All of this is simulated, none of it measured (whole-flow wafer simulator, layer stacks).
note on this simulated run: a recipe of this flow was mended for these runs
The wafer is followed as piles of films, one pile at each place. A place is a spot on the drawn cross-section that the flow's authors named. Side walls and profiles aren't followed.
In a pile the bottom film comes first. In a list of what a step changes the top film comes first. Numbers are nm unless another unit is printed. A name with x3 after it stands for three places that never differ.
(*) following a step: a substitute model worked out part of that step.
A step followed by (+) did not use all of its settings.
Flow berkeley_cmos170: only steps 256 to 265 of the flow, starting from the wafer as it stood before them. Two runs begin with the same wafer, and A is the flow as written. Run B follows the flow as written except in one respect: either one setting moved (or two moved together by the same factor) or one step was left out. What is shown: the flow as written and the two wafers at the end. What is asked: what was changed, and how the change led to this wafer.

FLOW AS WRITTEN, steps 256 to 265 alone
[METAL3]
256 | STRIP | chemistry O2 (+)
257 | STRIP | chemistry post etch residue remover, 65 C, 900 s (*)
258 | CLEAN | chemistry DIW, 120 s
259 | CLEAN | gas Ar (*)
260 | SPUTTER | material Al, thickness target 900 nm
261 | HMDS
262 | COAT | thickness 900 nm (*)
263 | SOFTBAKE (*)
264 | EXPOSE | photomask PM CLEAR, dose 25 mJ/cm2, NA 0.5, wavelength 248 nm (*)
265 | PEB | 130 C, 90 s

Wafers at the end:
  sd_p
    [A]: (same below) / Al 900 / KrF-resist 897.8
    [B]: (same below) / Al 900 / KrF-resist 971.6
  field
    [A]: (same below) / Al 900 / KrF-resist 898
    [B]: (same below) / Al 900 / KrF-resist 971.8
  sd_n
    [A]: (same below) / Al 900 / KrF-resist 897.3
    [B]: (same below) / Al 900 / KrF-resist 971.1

What caused this: step 262, COAT: thickness 974 nm was run, whereas the flow has thickness 900 nm.

Step by step, how the change led to this:
  262 | COAT | thickness 900 nm (*)
      sd_p, spacer_p, gate_p: A KrF-resist gains 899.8 (new film) | B KrF-resist gains 973.8 (new film)
      field, mark: A KrF-resist gains 900 (new film) | B KrF-resist gains 974 (new film)
      (and at 8 other places as well)
  265 | PEB | 130 C, 90 s
      via2: A KrF-resist loses 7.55 | B KrF-resist loses 8.18
